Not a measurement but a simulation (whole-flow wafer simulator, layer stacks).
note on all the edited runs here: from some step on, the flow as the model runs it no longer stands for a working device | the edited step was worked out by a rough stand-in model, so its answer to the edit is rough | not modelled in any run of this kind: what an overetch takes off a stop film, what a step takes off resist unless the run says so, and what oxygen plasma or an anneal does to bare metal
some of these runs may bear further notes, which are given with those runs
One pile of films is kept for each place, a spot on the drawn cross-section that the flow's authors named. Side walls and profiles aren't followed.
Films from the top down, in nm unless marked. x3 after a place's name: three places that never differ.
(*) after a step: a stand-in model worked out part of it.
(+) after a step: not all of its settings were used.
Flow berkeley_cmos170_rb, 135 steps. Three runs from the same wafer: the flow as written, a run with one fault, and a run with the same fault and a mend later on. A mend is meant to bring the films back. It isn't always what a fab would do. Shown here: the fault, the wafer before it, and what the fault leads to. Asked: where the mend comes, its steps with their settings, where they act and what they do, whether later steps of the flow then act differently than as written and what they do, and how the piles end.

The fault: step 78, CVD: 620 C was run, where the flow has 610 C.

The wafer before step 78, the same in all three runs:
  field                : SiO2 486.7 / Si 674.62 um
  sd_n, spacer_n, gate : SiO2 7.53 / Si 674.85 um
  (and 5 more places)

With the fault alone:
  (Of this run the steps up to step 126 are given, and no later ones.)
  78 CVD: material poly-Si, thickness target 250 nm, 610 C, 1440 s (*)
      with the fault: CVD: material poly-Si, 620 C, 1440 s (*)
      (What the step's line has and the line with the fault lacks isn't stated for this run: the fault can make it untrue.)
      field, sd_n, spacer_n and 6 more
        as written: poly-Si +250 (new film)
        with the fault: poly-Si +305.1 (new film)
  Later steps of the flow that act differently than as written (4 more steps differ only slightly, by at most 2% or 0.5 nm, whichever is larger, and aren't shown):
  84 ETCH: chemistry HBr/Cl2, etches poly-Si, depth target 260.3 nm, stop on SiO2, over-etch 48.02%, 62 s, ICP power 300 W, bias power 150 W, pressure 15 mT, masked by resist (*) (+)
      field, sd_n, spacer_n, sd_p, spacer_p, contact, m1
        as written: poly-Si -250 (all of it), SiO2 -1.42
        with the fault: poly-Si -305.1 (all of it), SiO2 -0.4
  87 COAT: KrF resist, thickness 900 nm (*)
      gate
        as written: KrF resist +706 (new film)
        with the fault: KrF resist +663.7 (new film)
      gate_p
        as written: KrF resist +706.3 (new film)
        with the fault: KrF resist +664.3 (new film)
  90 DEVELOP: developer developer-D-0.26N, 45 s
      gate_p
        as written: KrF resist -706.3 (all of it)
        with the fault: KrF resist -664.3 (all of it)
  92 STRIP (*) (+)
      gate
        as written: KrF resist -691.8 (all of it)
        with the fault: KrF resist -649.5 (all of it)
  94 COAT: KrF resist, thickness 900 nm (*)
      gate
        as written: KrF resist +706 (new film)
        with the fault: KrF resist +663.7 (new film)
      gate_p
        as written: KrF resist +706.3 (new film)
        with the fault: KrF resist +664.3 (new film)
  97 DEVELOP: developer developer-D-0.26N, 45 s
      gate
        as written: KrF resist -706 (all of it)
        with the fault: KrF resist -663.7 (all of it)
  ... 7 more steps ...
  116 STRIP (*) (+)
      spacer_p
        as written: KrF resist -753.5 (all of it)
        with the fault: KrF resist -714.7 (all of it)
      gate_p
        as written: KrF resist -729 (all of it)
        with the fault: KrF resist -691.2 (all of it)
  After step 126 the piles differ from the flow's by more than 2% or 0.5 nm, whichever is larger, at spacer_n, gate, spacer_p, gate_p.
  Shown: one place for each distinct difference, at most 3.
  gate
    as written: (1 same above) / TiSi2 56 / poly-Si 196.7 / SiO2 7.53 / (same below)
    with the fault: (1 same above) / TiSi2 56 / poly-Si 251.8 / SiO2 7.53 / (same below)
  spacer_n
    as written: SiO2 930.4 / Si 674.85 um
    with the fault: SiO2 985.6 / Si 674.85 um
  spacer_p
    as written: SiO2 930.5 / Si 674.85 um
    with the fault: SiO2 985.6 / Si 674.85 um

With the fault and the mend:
  The mend comes after step 78.
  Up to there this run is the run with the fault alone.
  78a ETCH: chemistry tmah, depth target 55.12 nm
      field, sd_n, spacer_n and 6 more
        poly-Si -55.1
  No later step of the flow acts differently than as written at any place that is followed.
  At the end the piles are the same as the flow's at every place that both follow.
